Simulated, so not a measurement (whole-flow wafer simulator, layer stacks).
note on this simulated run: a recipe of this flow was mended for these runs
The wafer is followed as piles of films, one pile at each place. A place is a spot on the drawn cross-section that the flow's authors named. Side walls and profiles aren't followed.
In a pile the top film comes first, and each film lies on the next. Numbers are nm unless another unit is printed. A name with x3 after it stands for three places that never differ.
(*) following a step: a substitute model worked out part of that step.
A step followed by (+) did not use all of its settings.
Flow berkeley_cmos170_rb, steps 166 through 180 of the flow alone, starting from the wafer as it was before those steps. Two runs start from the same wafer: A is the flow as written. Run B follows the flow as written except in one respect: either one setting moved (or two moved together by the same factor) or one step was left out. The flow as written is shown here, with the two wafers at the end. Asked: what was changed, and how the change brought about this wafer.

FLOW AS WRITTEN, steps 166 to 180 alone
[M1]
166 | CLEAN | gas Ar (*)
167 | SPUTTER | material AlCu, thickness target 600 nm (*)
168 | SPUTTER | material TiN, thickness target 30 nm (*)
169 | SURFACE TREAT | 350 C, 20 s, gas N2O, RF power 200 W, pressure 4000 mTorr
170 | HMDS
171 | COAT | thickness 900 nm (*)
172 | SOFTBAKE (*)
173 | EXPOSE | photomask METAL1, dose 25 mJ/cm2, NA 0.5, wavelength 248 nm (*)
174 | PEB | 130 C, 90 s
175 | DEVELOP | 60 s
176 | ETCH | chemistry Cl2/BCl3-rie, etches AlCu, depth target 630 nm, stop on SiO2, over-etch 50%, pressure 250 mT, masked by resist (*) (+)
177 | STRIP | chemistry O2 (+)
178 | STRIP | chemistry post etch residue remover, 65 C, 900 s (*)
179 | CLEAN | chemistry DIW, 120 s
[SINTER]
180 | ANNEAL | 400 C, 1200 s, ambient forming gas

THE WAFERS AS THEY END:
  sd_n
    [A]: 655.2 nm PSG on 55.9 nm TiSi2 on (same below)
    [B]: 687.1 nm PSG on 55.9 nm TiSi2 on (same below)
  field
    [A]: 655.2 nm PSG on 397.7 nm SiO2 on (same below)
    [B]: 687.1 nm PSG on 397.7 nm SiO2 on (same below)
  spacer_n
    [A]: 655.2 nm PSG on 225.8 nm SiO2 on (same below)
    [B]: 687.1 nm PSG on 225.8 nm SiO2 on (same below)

What caused this: step 167, SPUTTER: thickness target 855 nm was run, though the flow has thickness target 600 nm.

How this came from the change, step by step:
  167 | SPUTTER | material AlCu, thickness target 600 nm (*)
      field, sd_n, spacer_n, gate, spacer_p, gate_p, m1: A +600 AlCu (new film) | B +855 AlCu (new film)
      sd_p: A +549.6 AlCu (new film) | B +796.6 AlCu (new film)
      (also at 1 further place)
  168 | SPUTTER | material TiN, thickness target 30 nm (*)
      contact: A +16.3 TiN (new film) | B +13.8 TiN (new film)
  171 | COAT | thickness 900 nm (*)
      contact: A +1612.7 KrF-resist (new film) | B +1712 KrF-resist (new film)
  176 | ETCH | chemistry Cl2/BCl3-rie, etches AlCu, depth target 630 nm, stop on SiO2, over-etch 50%, pressure 250 mT, masked by resist (*) (+)
      field, sd_n, spacer_n, gate, spacer_p, gate_p: A -30 TiN (all of it), -600 AlCu (all of it), -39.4 PSG | B -30 TiN (all of it), -855 AlCu (all of it), -7.5 PSG
      sd_p: A -25.8 TiN (all of it), -549.6 AlCu (all of it), -46.2 PSG | B -25.7 TiN (all of it), -796.6 AlCu (all of it), -15.3 PSG
  177 | STRIP | chemistry O2 (+)
      contact: A -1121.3 KrF-resist (all of it) | B -1220.3 KrF-resist (all of it)
